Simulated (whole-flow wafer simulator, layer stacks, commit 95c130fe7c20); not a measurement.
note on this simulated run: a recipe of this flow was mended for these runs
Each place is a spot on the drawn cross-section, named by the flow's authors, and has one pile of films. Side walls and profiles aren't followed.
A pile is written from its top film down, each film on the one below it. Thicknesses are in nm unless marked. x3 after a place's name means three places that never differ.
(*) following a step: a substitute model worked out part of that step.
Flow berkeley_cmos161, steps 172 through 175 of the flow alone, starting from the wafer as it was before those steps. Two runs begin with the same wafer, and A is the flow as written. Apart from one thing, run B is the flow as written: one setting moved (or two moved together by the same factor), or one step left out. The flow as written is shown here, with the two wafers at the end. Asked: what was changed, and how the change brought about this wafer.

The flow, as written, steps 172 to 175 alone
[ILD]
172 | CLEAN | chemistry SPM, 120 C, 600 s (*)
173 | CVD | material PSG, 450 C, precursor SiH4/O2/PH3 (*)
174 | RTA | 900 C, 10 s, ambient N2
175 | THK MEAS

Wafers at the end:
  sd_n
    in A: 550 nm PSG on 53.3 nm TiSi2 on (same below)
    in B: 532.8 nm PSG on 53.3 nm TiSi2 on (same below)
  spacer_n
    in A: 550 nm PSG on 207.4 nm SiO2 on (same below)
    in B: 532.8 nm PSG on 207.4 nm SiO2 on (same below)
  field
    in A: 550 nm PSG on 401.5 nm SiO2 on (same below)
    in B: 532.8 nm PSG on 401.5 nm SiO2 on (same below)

Cause: step 173, CVD: 445 C was run, whereas the flow has 450 C.

How this came from the change, step by step:
  173 | CVD | material PSG, 450 C, precursor SiH4/O2/PH3 (*)
      field, sd_n, spacer_n, gate_n, spacer_p, gate_p, contact x2: A +550 PSG (new film) | B +532.8 PSG (new film)
      sd_p: A +522.4 PSG (new film) | B +506.3 PSG (new film)
